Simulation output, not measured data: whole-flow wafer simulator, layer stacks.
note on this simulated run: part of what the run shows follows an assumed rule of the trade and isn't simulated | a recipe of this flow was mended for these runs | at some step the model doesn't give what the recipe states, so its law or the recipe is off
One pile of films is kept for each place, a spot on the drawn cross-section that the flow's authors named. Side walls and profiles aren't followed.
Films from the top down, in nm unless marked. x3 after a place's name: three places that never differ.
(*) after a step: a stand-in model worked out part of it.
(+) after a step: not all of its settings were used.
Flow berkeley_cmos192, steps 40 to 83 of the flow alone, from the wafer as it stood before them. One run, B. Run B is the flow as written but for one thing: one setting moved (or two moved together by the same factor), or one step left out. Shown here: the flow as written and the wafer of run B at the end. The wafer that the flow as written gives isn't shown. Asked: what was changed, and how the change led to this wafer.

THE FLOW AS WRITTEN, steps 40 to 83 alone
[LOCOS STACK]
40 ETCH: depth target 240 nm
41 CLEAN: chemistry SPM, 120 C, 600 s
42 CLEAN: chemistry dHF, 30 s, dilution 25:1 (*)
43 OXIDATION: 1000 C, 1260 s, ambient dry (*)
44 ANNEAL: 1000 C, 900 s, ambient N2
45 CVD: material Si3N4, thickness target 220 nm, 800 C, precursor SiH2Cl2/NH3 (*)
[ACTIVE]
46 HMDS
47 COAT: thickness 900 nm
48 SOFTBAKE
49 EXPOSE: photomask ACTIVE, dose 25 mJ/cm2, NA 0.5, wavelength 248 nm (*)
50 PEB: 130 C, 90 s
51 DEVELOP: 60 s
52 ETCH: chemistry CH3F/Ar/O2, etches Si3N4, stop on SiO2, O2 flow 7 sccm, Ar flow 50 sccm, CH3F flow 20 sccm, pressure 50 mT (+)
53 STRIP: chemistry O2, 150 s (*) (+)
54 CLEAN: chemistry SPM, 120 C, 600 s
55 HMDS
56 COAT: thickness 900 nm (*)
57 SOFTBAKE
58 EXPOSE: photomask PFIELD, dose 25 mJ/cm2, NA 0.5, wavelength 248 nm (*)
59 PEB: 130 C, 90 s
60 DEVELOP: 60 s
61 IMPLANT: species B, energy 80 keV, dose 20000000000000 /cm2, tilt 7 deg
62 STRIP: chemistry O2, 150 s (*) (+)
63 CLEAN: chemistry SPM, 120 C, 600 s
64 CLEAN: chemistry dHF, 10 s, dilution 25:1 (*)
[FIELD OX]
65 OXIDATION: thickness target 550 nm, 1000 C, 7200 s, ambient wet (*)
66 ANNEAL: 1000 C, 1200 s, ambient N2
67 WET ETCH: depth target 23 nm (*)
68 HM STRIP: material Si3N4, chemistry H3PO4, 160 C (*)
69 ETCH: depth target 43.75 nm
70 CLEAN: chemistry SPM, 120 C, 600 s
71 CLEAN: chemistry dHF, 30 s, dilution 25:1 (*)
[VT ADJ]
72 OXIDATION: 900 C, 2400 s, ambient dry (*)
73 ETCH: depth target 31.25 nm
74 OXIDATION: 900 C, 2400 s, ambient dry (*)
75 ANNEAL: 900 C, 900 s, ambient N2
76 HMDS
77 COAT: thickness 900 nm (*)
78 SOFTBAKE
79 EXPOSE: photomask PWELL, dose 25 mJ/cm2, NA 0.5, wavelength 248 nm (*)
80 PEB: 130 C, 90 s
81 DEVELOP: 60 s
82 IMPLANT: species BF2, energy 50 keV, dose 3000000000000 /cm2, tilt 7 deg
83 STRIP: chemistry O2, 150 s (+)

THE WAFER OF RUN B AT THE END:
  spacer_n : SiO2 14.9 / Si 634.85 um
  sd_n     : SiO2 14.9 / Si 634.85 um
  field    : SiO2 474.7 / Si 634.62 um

The cause: step 69, ETCH: depth target 15.31 nm was run, where the flow has depth target 43.75 nm.

How the change led to this, step by step:
  69 ETCH: depth target 43.75 nm
      spacer_n, gate, spacer_p, gate_p, contact, m1: SiO2 -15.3 (as written it would be: SiO2 -16.7 (all of it))
      sd_n, sd_p: SiO2 -15.3 (as written it would be: SiO2 -16.8 (all of it))
      (and at 1 more place)
  70 CLEAN: chemistry SPM, 120 C, 600 s
      sd_n, spacer_n, gate, sd_p, spacer_p, gate_p, contact, m1: nothing (as written it would be: chemical SiO2 +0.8 (new film), Si -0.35)
  71 CLEAN: chemistry dHF, 30 s, dilution 25:1 (*)
      spacer_n, spacer_p, gate_p, contact, m1: SiO2 -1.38 (all of it) (as written it would be: chemical SiO2 -0.8 (all of it))
      sd_n, sd_p: SiO2 -1.44 (all of it) (as written it would be: chemical SiO2 -0.8 (all of it))
      (and at 1 more place)
